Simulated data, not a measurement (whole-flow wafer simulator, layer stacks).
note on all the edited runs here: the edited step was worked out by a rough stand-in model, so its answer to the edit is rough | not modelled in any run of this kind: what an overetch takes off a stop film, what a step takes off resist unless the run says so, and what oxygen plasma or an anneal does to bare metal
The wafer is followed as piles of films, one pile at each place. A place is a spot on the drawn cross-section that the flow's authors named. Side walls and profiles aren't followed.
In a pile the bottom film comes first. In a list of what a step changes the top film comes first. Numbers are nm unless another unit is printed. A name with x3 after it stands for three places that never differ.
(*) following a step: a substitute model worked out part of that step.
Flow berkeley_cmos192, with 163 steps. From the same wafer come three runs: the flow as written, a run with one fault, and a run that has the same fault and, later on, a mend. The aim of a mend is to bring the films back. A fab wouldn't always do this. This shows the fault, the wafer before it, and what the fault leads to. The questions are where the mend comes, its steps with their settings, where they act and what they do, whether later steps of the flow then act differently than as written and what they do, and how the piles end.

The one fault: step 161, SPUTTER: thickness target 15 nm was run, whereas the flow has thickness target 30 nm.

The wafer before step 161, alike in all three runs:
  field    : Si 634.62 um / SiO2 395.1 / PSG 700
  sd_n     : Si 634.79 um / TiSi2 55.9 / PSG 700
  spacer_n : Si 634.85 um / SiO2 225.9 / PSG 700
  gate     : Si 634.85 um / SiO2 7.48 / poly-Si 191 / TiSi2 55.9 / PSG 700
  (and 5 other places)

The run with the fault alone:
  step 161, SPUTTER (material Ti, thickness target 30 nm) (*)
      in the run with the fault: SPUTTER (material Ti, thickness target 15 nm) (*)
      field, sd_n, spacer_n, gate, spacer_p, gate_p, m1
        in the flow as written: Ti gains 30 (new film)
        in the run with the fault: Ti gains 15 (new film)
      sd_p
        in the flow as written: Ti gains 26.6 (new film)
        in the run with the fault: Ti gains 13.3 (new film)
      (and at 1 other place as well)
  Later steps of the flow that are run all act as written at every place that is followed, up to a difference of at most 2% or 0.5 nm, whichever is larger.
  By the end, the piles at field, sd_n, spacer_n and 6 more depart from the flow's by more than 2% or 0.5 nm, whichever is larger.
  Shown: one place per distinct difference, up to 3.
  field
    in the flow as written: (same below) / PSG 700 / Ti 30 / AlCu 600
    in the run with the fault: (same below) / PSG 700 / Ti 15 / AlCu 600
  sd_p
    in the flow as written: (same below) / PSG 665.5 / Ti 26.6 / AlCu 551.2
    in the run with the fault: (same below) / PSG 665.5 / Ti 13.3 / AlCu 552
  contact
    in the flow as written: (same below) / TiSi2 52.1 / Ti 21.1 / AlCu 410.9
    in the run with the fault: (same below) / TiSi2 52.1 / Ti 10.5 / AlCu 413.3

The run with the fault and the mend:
  After step 161 comes the mend.
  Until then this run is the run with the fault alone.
  step 161a, SPUTTER (material Ti, thickness target 15 nm) (*) (the flow's step 161 again, with other settings)
      field, sd_n, spacer_n, gate, spacer_p, gate_p, m1
        Ti gains 15
      sd_p
        Ti gains 13.3
      contact
        Ti gains 10.5
  Later steps of the flow that are run all act as written at every place that is followed.
  At the end the piles are close to the flow's at the places that both follow, differing by at most 2% or 0.5 nm, whichever is larger.
